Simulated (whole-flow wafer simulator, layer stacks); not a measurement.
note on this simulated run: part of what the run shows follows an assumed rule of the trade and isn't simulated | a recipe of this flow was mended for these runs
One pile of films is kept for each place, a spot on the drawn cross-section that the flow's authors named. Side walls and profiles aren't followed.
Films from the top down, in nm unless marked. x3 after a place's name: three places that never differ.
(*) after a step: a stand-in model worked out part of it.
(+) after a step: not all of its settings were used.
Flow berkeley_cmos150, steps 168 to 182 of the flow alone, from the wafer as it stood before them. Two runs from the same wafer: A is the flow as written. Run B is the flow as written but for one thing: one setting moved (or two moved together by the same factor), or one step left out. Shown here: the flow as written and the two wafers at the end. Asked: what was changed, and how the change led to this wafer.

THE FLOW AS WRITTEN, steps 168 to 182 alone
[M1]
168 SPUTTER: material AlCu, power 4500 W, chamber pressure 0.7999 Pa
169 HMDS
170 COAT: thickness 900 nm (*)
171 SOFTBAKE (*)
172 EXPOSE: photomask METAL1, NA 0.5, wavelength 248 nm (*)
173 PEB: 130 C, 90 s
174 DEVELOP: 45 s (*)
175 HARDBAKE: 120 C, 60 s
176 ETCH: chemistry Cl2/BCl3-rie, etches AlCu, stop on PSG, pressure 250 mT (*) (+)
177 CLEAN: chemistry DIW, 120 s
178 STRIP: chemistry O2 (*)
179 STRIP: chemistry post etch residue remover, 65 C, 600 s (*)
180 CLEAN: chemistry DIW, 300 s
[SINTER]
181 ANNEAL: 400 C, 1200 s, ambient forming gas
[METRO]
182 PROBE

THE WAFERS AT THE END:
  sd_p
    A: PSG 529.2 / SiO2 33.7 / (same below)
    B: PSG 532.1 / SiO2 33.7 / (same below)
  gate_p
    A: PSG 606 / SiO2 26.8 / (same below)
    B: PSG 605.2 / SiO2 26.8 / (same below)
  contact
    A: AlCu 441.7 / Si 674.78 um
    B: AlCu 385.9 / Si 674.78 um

The cause: step 168, SPUTTER: power 3892 W was run, where the flow has power 4500 W; step 179, STRIP: 518 s was run, where the flow has 600 s.

How the change led to this, step by step:
  168 SPUTTER: material AlCu, power 4500 W, chamber pressure 0.7999 Pa
      field, sd_n, gate_n, m1: A AlCu +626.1 (new film) | B AlCu +543.9 (new film)
      field_p: A AlCu +619.8 (new film) | B AlCu +537.8 (new film)
      (and at 3 more places)
  176 ETCH: chemistry Cl2/BCl3-rie, etches AlCu, stop on PSG, pressure 250 mT (*) (+)
      field, sd_n, gate_n: A AlCu -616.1 (all of it), PSG -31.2 | B AlCu -533.9 (all of it), PSG -31.2
      contact, m1: A thick-KrF-resist -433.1 | B thick-KrF-resist -392
      (and at 3 more places)
  178 STRIP: chemistry O2 (*)
      contact: A thick-KrF-resist -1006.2 (all of it) | B thick-KrF-resist -1027.9 (all of it)
      m1: A thick-KrF-resist -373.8 (all of it) | B thick-KrF-resist -415.6 (all of it)
